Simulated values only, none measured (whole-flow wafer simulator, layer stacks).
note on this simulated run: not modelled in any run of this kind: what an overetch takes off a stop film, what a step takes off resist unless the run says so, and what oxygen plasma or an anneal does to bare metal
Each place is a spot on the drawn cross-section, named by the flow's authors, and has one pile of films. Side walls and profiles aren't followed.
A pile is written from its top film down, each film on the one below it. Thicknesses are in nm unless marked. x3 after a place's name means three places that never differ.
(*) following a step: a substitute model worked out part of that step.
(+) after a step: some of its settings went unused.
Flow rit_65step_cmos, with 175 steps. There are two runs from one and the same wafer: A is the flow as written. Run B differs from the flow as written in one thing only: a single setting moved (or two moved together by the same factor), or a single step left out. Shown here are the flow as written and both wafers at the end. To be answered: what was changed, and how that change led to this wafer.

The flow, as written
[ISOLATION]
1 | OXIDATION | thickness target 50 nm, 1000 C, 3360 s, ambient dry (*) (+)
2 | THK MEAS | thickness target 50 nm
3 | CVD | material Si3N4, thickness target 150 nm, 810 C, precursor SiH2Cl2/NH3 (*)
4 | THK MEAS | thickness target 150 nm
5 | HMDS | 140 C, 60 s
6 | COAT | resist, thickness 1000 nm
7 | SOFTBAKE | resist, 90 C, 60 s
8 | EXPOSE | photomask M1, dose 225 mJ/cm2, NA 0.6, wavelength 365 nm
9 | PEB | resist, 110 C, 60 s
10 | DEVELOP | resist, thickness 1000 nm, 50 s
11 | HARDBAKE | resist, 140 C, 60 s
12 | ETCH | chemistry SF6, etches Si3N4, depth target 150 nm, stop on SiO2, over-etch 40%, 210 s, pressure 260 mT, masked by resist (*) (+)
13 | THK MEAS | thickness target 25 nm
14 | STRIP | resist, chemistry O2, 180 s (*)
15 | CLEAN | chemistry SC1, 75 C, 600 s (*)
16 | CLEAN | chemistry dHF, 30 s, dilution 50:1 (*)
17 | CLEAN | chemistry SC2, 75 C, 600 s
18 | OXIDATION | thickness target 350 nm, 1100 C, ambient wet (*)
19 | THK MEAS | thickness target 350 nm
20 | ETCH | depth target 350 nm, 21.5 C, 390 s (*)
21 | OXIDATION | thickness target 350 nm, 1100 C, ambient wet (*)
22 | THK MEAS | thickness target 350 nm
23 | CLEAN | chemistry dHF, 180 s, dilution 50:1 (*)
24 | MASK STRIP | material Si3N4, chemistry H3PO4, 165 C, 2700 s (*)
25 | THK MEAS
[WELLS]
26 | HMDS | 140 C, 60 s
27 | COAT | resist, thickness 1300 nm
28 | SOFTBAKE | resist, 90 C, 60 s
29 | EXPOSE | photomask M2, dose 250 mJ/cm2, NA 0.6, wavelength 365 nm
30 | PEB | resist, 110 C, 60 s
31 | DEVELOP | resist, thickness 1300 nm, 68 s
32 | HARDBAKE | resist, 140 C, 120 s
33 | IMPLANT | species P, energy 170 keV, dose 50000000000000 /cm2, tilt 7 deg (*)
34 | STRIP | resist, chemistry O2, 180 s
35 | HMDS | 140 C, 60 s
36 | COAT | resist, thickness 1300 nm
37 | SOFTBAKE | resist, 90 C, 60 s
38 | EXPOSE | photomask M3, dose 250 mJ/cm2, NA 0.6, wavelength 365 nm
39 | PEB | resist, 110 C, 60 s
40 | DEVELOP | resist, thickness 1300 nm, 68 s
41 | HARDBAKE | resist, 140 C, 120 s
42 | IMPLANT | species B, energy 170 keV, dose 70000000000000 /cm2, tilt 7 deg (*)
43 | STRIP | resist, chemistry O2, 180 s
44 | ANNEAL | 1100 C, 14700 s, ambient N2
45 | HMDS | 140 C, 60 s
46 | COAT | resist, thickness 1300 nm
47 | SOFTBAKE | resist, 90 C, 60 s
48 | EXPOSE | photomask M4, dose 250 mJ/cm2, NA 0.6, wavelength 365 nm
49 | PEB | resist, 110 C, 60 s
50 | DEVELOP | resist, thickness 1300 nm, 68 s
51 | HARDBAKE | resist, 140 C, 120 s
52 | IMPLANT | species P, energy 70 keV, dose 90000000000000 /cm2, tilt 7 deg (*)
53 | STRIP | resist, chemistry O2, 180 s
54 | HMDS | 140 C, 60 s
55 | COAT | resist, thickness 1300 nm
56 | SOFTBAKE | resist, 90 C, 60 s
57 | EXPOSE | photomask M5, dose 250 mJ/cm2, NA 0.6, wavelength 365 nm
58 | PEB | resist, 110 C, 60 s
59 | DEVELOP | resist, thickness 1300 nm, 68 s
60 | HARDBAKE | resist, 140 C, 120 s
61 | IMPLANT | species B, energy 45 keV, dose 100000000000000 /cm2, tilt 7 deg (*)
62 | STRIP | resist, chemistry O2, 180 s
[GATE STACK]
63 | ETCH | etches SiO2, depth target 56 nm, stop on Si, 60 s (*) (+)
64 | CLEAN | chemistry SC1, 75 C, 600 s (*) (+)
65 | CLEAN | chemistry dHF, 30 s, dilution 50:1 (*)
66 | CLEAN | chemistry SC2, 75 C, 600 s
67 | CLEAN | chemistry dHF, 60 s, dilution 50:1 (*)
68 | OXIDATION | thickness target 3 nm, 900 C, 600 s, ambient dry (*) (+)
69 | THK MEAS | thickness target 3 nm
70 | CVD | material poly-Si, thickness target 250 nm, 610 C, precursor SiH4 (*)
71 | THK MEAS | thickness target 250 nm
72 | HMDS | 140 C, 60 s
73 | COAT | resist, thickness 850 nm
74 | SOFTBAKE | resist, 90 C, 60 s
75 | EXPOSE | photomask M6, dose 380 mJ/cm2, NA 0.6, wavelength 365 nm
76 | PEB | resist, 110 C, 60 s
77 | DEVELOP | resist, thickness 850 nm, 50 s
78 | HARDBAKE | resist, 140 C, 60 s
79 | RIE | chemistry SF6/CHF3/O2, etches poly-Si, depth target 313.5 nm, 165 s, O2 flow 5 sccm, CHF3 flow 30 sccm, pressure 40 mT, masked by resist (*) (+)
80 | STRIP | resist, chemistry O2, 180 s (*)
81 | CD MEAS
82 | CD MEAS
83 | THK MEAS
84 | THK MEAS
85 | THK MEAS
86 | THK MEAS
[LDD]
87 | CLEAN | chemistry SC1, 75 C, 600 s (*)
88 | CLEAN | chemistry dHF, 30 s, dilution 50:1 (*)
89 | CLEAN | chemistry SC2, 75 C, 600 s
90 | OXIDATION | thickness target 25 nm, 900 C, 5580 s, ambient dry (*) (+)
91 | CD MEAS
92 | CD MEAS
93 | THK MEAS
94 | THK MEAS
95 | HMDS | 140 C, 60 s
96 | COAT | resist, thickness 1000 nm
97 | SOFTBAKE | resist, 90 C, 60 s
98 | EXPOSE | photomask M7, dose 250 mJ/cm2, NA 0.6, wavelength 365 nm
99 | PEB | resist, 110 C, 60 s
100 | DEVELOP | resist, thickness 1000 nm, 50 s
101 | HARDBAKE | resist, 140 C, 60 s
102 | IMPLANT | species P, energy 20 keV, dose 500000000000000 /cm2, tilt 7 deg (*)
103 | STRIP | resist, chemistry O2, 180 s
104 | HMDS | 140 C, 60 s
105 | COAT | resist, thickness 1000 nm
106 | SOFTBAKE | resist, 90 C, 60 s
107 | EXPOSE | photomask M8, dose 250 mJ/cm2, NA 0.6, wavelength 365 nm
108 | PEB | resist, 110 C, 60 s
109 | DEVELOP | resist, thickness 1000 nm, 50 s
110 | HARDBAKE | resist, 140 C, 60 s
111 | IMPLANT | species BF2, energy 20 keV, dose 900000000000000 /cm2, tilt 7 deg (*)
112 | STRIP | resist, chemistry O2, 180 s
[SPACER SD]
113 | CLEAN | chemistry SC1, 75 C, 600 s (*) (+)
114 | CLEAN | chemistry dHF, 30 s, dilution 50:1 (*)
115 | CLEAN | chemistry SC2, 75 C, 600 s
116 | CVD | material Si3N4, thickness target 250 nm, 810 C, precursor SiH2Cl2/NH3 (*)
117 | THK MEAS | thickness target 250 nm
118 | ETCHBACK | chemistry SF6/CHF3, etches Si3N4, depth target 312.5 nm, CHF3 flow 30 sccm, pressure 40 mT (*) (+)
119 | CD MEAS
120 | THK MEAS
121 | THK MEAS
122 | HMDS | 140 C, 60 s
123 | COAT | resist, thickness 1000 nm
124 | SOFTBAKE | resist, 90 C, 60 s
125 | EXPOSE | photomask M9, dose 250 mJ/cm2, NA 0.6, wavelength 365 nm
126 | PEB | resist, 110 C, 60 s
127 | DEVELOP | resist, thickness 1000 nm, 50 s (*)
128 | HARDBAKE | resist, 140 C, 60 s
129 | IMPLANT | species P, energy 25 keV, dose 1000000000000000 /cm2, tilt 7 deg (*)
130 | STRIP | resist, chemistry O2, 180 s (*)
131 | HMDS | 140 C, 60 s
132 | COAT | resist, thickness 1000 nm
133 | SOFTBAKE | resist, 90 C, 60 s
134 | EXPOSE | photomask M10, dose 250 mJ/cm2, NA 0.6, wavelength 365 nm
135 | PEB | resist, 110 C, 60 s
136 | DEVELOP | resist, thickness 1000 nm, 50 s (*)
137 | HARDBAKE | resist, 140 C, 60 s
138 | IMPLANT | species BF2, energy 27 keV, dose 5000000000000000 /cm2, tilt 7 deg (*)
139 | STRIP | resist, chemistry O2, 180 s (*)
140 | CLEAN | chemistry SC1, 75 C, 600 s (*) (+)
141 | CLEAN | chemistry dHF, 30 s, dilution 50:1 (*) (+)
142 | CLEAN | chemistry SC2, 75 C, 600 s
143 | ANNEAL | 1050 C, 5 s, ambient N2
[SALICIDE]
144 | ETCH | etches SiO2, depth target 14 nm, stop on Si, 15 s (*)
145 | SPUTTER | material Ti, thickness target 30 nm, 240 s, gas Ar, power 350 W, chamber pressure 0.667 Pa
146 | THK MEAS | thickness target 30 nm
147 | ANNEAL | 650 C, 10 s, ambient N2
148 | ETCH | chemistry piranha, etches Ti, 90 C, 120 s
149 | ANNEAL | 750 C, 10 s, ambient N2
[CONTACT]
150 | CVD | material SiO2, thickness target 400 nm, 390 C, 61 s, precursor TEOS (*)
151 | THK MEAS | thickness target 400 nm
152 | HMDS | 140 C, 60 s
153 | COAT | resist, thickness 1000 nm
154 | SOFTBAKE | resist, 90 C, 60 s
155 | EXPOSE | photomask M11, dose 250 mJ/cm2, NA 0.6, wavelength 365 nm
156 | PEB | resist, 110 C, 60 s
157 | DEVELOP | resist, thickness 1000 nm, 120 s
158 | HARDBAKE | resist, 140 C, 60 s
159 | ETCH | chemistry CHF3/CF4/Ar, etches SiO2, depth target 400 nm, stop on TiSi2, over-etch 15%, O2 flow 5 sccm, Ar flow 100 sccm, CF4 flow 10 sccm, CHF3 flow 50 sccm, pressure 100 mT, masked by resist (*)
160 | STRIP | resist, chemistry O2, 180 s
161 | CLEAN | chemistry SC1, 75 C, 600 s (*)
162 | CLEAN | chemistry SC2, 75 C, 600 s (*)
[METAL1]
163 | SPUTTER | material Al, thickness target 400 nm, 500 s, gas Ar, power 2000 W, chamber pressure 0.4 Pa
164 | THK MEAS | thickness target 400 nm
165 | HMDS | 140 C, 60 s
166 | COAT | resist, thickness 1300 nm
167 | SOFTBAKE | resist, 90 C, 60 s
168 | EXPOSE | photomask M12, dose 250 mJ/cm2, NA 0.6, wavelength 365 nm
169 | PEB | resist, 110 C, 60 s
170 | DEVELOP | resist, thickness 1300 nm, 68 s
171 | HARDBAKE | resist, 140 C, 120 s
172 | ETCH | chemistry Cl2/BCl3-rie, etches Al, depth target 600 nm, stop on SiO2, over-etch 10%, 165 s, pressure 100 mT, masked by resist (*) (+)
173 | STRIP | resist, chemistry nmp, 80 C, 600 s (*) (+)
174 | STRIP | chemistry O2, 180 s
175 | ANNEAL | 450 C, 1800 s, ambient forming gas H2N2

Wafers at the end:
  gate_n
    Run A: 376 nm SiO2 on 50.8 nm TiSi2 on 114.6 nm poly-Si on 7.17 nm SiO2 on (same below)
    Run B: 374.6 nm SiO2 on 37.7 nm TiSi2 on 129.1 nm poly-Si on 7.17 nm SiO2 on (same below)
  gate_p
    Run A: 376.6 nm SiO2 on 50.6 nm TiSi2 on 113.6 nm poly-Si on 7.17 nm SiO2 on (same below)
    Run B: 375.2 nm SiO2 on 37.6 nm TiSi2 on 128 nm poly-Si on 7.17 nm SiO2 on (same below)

What caused this: step 145, SPUTTER: 168 s was run, while the flow as written has 240 s.

The path from the change to this, step by step:
  145 | SPUTTER | material Ti, thickness target 30 nm, 240 s, gas Ar, power 350 W, chamber pressure 0.667 Pa
      field, field_pw, field_nw, field_p, spacer, spacer_p: A +30 Ti (new film) | B +21 Ti (new film)
      gate_n: A +27.3 Ti (new film) | B +19.1 Ti (new film)
      (as well as at 1 more place)
  147 | ANNEAL | 650 C, 10 s, ambient N2
      gate_n: A -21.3 Ti, +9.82 TiSi first (new film), +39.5 TiSi2 C49 (new film), -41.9 poly-Si | B -14.9 Ti, +37.9 TiSi2 C49 (new film), -33.9 poly-Si
      gate_p: A -21.2 Ti, +9.56 TiSi first (new film), +39.6 TiSi2 C49 (new film), -41.9 poly-Si | B -14.8 Ti, +37.7 TiSi2 C49 (new film), -33.8 poly-Si
  148 | ETCH | chemistry piranha, etches Ti, 90 C, 120 s
      gate_n: A -6 Ti (all of it), -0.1 TiSi first | B -4.2 Ti (all of it), -0.11 TiSi2 C49
      gate_p: A -5.97 Ti (all of it), -0.1 TiSi first | B -4.18 Ti (all of it), -0.11 TiSi2 C49
      (as well as at 6 more places)
  149 | ANNEAL | 750 C, 10 s, ambient N2
      gate_n: A +50.8 TiSi2 (new film), -9.72 TiSi first (all of it), -39.5 TiSi2 C49 (all of it), -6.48 poly-Si | B +37.7 TiSi2 (new film), -37.8 TiSi2 C49 (all of it)
      gate_p: A +50.6 TiSi2 (new film), -9.46 TiSi first (all of it), -39.6 TiSi2 C49 (all of it), -6.31 poly-Si | B +37.6 TiSi2 (new film), -37.6 TiSi2 C49 (all of it)
